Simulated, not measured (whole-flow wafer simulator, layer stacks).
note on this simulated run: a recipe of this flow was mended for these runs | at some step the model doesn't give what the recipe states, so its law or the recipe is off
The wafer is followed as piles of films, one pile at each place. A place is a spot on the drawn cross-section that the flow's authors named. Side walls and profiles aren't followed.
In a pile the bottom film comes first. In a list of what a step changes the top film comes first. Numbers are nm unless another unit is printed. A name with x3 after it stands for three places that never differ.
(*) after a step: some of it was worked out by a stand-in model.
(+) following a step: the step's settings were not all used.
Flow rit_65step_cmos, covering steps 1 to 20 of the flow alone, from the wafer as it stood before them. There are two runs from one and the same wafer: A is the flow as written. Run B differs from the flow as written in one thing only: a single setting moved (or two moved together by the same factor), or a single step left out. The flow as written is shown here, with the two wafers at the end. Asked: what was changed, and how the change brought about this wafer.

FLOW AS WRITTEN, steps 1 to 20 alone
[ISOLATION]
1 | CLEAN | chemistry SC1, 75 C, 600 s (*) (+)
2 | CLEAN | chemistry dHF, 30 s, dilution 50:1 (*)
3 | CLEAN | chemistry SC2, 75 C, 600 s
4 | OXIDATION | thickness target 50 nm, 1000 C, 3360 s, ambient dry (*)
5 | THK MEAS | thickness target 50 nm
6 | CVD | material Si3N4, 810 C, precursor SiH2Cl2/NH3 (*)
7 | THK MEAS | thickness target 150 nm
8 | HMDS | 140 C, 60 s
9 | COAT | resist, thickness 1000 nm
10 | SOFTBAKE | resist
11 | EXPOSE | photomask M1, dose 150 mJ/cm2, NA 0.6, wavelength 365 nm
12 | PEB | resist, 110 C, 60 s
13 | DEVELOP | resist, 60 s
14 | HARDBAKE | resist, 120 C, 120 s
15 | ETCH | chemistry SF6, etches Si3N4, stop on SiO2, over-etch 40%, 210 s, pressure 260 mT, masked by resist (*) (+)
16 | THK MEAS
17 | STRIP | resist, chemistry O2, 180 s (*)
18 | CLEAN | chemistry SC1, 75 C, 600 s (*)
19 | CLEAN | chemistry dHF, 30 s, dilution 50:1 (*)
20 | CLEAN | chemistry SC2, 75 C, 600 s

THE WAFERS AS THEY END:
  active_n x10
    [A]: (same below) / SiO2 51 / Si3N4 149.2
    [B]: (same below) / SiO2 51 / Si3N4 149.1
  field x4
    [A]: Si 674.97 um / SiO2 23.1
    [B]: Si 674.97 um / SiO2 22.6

What caused this: step 18, CLEAN: 79 C was run, while the flow as written has 75 C.

The path from the change to this, step by step:
  18 | CLEAN | chemistry SC1, 75 C, 600 s (*)
      field x4: A SiO2 loses 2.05 | B SiO2 loses 2.57
